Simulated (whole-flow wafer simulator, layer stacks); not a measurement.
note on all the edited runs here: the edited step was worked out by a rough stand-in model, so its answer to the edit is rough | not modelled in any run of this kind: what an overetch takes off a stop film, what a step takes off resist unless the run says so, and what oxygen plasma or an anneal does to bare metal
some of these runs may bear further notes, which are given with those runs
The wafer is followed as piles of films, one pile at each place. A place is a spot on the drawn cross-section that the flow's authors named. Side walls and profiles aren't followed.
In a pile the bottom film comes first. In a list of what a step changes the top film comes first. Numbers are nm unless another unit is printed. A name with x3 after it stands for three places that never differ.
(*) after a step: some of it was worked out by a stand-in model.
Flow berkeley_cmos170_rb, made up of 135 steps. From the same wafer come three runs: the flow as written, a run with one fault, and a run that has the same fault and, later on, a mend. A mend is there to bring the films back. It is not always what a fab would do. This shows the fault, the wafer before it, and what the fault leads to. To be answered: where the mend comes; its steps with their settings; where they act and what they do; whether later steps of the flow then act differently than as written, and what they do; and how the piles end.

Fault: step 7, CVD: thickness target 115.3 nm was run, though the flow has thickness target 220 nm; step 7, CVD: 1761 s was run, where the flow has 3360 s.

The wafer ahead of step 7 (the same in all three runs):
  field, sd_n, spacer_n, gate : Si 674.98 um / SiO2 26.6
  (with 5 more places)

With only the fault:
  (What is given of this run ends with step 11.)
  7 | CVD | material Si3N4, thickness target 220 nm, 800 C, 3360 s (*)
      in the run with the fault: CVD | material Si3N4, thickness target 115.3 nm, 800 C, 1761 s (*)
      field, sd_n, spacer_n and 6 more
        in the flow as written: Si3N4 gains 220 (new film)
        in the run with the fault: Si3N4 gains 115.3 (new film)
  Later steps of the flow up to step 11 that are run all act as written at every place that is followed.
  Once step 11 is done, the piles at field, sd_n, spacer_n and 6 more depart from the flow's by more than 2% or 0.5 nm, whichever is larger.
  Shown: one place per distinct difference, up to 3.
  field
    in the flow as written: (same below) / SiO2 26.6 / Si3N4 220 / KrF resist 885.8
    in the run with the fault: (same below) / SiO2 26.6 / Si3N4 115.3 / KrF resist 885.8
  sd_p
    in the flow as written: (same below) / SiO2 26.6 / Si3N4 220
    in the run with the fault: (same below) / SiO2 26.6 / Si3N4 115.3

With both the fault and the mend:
  After step 7 comes the mend.
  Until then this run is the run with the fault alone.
  7a | CVD | material Si3N4, thickness target 104.7 nm, 800 C, 1599 s (*) (the flow's step 7, run once more with other settings)
      field, sd_n, spacer_n and 6 more
        Si3N4 gains 104.7
  Later steps of the flow that are run all act as written at every place that is followed.
  By the end, the piles equal the flow's at every place that both follow.
